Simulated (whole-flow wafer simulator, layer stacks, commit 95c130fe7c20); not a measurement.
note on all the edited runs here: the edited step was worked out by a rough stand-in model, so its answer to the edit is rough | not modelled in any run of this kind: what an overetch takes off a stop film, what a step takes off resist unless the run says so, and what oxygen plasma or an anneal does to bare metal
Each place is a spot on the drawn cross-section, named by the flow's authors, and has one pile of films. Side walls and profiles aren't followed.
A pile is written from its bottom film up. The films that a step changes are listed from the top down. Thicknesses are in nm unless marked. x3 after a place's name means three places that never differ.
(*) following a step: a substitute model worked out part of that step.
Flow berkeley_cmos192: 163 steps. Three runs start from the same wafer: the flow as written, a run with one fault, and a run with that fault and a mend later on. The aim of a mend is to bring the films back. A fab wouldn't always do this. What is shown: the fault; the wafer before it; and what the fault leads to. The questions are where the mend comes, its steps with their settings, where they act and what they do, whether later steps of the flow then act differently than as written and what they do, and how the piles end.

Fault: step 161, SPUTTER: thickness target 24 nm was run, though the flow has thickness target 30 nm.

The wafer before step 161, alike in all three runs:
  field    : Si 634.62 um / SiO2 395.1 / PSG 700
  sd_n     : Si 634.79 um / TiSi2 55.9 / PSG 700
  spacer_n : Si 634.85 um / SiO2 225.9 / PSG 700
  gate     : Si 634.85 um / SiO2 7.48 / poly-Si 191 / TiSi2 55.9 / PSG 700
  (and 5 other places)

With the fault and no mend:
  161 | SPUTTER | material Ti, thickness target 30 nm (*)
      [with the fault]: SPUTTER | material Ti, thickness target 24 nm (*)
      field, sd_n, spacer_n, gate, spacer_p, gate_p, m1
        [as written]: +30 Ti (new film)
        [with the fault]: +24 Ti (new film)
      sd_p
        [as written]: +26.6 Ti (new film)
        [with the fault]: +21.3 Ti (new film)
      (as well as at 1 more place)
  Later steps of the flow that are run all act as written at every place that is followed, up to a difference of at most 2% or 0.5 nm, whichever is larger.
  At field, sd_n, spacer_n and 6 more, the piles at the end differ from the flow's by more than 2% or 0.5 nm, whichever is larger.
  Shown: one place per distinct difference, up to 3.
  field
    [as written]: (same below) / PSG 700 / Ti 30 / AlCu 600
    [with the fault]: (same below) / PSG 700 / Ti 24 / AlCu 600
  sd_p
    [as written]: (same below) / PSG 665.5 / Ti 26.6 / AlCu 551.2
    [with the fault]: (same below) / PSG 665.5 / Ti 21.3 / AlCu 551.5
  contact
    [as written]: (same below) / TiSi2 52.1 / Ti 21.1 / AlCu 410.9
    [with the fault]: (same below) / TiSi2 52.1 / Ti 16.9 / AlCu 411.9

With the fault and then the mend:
  The mend stands after step 161.
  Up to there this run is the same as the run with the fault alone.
  161a | SPUTTER | material Ti, thickness target 6 nm (*) (a further turn of the flow's step 161, with different settings)
      field, sd_n, spacer_n, gate, spacer_p, gate_p, m1
        +6 Ti
      sd_p
        +5.31 Ti
      contact
        +4.19 Ti
  Later steps of the flow that are run all act as written at every place that is followed.
  When the end is reached, the piles differ only a little from the flow's at the places that both follow, at most by 2% or 0.5 nm, whichever is larger.
